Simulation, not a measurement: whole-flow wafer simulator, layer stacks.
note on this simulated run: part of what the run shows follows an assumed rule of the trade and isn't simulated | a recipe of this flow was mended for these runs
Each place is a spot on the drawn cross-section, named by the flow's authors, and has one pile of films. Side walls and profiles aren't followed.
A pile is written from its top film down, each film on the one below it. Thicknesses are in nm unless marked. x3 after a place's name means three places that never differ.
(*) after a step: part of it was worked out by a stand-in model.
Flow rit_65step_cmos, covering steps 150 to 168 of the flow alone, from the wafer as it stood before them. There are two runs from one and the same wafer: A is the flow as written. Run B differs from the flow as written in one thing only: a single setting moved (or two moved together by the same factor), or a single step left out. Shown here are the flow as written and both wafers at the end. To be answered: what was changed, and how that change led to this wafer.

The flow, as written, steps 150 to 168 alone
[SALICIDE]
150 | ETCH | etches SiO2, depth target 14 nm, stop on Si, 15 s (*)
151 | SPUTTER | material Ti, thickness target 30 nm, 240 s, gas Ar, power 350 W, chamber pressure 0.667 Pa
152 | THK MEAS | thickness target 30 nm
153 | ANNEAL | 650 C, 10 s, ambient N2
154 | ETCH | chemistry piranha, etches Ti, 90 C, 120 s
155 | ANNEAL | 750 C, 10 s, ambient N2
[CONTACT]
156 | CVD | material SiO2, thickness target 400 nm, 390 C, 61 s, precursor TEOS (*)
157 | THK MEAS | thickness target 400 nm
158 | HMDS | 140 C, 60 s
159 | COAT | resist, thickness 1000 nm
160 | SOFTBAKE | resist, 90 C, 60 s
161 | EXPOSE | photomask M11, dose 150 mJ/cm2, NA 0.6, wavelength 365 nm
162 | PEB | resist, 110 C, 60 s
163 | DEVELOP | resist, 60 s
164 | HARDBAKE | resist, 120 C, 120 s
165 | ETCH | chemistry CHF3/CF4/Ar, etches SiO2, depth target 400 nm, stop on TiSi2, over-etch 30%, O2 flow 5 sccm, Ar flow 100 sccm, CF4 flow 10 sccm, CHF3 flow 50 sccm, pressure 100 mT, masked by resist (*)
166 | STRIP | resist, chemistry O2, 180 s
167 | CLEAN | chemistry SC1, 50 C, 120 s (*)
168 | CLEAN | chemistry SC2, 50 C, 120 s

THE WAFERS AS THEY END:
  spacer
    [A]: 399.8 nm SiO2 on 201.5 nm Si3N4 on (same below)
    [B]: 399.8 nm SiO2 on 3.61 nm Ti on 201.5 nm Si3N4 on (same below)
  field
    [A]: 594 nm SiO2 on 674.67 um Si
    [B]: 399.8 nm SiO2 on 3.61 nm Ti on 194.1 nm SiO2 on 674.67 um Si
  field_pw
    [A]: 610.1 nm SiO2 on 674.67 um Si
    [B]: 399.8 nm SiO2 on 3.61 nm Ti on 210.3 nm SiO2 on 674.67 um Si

What caused this: step 154, ETCH: 28 s was run, whereas the flow has 120 s.

How this came from the change, step by step:
  154 | ETCH | chemistry piranha, etches Ti, 90 C, 120 s
      field, field_pw, field_nw, field_p, spacer, spacer_p: A -30 Ti (all of it) | B -26.4 Ti
  156 | CVD | material SiO2, thickness target 400 nm, 390 C, 61 s, precursor TEOS (*)
      field, field_pw, field_nw, field_p: A +400 SiO2 | B +400 SiO2 (new film)
Taking metal films that touch as one body, spacer has 1 body; the flow as written gives 0 bodies.
Taking metal films that touch as one body, field has 1 body; the flow as written gives 0 bodies.
Taking metal films that touch as one body, field_pw has 1 body; the flow as written gives 0 bodies.
